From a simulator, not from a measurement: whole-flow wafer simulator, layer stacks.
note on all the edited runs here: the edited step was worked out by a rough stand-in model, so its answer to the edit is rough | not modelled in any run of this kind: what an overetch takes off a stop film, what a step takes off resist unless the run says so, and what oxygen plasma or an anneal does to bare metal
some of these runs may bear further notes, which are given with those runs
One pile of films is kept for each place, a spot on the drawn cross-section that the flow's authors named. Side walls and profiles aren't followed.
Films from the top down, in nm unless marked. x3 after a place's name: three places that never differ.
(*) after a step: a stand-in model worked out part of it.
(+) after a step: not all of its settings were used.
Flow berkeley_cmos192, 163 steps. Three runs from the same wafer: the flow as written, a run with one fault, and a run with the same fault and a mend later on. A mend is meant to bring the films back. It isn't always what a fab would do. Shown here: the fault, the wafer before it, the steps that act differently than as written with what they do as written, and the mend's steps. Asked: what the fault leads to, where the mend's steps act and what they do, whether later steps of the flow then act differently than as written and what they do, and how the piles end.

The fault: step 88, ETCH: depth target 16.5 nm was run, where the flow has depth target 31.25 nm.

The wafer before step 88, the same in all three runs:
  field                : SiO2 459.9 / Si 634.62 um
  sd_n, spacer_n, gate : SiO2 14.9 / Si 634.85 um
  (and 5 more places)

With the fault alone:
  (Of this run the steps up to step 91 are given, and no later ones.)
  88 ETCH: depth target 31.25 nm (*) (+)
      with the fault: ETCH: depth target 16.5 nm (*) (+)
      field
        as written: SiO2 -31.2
        with the fault: SiO2 -16.5
  No later step of the flow up to step 91 acts differently than as written, at any place that is followed, by more than 2% or 0.5 nm, whichever is larger.
  After step 91 the piles differ from the flow's by more than 2% or 0.5 nm, whichever is larger, at field.
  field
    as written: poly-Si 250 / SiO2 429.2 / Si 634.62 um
    with the fault: poly-Si 250 / SiO2 443.9 / Si 634.62 um

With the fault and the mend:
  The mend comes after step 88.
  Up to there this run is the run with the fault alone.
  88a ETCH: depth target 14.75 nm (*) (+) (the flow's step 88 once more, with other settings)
      field
        SiO2 -14.8
  No later step of the flow acts differently than as written, at any place that is followed, by more than 2% or 0.5 nm, whichever is larger.
  At the end the piles are the same as the flow's at every place that both follow.
